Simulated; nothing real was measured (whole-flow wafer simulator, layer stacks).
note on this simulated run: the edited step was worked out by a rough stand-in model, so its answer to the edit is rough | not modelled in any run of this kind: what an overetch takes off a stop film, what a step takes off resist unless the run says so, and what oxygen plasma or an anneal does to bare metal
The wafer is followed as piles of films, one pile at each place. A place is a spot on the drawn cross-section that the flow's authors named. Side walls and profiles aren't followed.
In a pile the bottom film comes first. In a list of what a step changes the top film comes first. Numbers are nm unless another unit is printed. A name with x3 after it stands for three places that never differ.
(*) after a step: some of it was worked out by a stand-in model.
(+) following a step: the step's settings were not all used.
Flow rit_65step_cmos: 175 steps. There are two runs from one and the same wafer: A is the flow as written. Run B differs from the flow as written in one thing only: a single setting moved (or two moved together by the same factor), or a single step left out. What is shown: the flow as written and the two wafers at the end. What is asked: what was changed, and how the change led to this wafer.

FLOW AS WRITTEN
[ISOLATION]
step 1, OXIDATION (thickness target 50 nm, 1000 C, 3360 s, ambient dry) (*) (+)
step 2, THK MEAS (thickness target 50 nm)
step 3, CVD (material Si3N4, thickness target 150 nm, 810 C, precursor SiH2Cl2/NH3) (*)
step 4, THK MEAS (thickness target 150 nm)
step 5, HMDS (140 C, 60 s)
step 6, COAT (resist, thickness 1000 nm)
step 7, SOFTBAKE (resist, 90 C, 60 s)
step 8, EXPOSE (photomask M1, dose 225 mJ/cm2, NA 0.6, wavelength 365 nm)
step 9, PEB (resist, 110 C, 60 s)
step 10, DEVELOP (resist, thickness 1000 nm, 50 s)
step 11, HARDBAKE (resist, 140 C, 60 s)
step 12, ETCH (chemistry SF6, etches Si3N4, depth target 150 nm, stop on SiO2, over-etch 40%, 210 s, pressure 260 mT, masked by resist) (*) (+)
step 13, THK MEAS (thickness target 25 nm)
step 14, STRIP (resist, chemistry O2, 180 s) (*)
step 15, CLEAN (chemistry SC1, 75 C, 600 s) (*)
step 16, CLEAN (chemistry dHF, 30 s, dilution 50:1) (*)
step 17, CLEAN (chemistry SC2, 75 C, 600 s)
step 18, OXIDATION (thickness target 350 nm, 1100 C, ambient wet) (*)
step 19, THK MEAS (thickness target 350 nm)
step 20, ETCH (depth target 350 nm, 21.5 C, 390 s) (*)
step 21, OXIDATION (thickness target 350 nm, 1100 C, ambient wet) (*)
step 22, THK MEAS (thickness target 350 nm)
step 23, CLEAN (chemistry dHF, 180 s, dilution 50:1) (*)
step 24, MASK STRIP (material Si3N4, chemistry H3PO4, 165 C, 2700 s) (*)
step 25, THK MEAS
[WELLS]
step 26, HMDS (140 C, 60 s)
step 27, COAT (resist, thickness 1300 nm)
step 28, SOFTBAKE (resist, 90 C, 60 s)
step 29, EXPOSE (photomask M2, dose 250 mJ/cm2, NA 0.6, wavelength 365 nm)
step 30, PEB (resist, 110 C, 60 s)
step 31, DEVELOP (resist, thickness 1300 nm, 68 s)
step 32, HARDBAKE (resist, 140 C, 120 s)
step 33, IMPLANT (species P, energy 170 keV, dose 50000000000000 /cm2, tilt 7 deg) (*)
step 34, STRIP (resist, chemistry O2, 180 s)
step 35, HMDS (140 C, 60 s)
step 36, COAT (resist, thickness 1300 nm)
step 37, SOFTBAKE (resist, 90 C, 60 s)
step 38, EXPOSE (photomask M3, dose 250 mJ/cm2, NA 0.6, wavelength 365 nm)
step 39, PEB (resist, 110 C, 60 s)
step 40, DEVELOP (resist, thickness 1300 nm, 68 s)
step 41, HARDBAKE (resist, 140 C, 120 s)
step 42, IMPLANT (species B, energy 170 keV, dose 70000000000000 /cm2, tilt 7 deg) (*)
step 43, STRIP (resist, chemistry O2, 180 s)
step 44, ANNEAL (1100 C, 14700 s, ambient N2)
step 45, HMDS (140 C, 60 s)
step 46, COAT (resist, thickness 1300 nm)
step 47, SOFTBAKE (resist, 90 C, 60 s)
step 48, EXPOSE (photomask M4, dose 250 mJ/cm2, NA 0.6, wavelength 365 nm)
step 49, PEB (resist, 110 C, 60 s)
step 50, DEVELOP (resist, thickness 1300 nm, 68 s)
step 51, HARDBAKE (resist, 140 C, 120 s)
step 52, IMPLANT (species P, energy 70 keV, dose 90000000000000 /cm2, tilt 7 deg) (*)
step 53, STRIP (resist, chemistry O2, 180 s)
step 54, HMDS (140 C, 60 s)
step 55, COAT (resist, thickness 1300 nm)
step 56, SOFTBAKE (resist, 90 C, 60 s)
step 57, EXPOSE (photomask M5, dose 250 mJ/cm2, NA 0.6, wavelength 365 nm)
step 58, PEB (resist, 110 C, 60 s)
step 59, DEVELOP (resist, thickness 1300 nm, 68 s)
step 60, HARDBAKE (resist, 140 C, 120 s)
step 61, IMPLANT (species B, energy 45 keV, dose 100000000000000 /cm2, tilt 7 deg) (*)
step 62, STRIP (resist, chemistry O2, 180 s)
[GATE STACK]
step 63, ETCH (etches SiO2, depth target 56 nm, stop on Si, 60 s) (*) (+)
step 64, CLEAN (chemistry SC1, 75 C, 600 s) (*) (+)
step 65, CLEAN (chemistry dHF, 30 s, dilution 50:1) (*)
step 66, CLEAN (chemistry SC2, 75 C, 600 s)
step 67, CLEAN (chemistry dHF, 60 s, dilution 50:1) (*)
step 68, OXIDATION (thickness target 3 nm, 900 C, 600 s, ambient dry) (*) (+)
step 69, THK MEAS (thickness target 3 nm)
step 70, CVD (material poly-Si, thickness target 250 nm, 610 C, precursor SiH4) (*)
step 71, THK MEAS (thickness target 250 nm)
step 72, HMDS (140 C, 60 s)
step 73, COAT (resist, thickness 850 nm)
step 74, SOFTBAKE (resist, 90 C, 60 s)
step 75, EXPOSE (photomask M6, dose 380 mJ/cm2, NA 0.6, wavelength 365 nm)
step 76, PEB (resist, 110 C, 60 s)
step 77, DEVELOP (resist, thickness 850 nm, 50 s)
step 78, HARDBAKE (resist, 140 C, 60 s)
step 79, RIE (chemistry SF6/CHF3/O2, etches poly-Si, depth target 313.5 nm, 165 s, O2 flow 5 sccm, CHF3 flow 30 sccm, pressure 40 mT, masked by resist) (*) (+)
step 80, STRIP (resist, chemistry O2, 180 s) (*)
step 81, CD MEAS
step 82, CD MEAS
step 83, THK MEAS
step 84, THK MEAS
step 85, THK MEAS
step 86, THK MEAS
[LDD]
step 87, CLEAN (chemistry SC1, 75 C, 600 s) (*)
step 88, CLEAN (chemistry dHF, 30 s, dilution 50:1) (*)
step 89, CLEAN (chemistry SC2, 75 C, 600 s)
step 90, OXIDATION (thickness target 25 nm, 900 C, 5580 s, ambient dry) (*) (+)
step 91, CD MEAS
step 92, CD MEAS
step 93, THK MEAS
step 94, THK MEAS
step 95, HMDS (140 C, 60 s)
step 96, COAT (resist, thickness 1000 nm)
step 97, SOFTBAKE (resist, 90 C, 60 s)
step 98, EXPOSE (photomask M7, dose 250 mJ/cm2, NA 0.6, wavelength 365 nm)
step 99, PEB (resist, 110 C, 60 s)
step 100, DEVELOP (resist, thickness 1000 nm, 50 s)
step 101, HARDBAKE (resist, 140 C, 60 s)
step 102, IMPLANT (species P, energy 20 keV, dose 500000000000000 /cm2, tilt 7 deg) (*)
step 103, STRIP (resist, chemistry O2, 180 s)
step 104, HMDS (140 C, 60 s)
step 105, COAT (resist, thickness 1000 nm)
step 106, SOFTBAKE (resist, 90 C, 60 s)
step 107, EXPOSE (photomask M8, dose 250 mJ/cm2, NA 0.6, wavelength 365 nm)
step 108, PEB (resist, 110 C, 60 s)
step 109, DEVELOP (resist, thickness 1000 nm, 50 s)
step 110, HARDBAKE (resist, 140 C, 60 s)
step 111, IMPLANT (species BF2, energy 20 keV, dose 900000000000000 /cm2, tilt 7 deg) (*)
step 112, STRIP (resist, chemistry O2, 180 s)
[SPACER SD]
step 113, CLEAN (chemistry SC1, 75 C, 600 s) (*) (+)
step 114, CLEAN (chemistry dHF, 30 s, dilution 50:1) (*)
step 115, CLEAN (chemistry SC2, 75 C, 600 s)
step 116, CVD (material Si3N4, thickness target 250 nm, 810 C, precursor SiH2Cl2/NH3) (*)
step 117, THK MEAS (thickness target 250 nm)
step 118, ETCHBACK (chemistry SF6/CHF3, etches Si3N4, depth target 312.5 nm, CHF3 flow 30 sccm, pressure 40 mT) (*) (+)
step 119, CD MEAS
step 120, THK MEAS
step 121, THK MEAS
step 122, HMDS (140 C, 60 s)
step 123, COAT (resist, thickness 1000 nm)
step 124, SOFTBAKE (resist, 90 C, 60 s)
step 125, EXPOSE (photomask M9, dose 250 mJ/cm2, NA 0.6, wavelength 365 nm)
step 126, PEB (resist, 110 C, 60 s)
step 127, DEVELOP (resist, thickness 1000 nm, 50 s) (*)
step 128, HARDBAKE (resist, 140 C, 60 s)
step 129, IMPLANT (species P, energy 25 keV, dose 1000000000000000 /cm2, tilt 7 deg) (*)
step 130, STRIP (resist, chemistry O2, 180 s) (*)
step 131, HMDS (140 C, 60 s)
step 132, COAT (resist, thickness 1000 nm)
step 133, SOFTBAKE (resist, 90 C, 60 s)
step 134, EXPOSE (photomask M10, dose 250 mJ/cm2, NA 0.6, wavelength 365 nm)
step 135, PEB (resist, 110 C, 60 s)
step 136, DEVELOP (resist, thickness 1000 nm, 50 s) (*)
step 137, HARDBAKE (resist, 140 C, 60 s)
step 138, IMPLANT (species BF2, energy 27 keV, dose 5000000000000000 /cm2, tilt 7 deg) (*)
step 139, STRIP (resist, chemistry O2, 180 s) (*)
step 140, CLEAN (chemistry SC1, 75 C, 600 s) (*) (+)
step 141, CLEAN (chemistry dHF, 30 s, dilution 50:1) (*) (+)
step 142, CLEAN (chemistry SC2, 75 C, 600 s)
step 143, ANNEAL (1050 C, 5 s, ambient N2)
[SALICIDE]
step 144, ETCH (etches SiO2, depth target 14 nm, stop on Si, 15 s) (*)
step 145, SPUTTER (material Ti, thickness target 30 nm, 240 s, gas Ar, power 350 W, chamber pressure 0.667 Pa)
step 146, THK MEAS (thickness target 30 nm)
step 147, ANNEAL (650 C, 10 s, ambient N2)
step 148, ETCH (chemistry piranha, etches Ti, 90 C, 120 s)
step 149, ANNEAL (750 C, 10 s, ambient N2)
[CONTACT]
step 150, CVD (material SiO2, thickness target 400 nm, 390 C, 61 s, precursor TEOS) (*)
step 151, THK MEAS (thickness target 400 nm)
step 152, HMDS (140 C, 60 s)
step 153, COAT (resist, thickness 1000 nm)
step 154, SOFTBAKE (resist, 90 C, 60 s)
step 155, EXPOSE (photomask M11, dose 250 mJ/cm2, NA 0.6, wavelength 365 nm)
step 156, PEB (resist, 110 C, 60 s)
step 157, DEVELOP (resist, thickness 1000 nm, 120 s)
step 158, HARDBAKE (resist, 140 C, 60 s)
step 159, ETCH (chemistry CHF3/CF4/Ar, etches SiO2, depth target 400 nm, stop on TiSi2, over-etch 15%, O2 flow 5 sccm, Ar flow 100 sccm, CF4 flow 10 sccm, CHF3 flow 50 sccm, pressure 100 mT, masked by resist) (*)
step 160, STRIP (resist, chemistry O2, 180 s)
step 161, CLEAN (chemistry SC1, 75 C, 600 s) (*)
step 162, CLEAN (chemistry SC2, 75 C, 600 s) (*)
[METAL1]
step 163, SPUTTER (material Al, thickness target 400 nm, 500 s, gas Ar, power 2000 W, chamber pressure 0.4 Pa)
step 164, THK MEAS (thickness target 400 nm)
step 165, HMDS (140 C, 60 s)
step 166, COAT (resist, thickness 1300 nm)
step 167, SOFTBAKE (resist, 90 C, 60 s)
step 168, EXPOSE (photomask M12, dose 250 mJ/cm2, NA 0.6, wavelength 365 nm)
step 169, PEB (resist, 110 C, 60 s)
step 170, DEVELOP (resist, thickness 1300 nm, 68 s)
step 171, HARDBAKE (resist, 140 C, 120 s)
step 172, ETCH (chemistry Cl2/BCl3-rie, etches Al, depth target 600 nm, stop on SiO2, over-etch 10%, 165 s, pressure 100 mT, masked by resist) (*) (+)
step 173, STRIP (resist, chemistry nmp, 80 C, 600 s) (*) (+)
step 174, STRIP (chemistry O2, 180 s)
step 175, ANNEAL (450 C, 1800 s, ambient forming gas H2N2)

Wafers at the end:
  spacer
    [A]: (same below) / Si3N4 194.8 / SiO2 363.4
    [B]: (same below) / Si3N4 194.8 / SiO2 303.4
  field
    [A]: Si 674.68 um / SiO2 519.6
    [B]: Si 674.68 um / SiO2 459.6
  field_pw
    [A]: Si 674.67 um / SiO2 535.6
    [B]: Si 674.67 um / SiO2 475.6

What caused this: step 150, CVD: thickness target 340 nm was run, while the flow as written has thickness target 400 nm.

The path from the change to this, step by step:
  step 150, CVD (material SiO2, thickness target 400 nm, 390 C, 61 s, precursor TEOS) (*)
      field, field_pw, field_nw, field_p: A SiO2 gains 400 | B SiO2 gains 340
      spacer, spacer_p: A SiO2 gains 400 (new film) | B SiO2 gains 340 (new film)
      (as well as at 2 more places)
  step 159, ETCH (chemistry CHF3/CF4/Ar, etches SiO2, depth target 400 nm, stop on TiSi2, over-etch 15%, O2 flow 5 sccm, Ar flow 100 sccm, CF4 flow 10 sccm, CHF3 flow 50 sccm, pressure 100 mT, masked by resist) (*)
      field, field_pw, field_nw, field_p, gate_n, gate_p, spacer, spacer_p: A resist loses 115 | B resist loses 97.8
  step 160, STRIP (resist, chemistry O2, 180 s)
      field_pw: A resist loses 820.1 (all of it) | B resist loses 837 (all of it)
      field_nw: A resist loses 825.1 (all of it) | B resist loses 842 (all of it)
      (as well as at 4 more places)
